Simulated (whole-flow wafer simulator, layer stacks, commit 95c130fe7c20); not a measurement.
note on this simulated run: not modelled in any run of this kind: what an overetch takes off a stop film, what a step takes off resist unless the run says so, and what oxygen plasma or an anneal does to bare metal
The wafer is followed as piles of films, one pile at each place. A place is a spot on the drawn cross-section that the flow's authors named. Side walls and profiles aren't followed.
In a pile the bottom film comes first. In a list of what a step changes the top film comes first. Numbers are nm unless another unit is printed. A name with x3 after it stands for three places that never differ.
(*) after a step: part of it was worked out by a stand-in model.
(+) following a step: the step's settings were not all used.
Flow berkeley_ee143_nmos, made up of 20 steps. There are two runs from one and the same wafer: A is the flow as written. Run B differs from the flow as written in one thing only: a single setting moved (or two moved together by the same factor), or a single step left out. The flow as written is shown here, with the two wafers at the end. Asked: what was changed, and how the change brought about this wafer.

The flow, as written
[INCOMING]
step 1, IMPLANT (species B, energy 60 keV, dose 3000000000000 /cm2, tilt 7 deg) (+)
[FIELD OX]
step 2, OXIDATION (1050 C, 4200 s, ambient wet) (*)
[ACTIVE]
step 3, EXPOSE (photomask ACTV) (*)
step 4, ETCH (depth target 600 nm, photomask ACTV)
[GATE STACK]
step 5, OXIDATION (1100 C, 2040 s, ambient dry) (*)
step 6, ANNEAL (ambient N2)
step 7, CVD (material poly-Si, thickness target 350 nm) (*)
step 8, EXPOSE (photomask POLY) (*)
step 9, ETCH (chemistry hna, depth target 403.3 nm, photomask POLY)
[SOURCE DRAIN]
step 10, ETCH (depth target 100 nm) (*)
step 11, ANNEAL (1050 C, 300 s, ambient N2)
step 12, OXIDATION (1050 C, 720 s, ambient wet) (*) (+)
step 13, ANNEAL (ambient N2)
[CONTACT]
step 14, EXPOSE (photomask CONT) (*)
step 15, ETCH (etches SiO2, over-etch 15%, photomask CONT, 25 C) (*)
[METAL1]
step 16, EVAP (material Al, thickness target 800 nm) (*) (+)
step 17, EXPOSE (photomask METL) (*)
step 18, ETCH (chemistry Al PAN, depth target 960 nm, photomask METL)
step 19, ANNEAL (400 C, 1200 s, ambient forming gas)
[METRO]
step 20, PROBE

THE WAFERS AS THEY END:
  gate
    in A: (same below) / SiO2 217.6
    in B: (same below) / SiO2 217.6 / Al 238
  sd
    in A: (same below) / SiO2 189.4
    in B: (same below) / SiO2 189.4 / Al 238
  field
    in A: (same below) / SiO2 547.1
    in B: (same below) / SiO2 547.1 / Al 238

Cause: step 18, ETCH: depth target 562 nm was run, whereas the flow has depth target 960 nm.

The path from the change to this, step by step:
  step 18, ETCH (chemistry Al PAN, depth target 960 nm, photomask METL)
      gate, sd, field: A -800 Al (all of it) | B -562 Al
Taking metal films that touch as one body, gate has 1 body; the flow as written gives 0 bodies.
Taking metal films that touch as one body, sd has 1 body; the flow as written gives 0 bodies.
Taking metal films that touch as one body, field has 1 body; the flow as written gives 0 bodies.
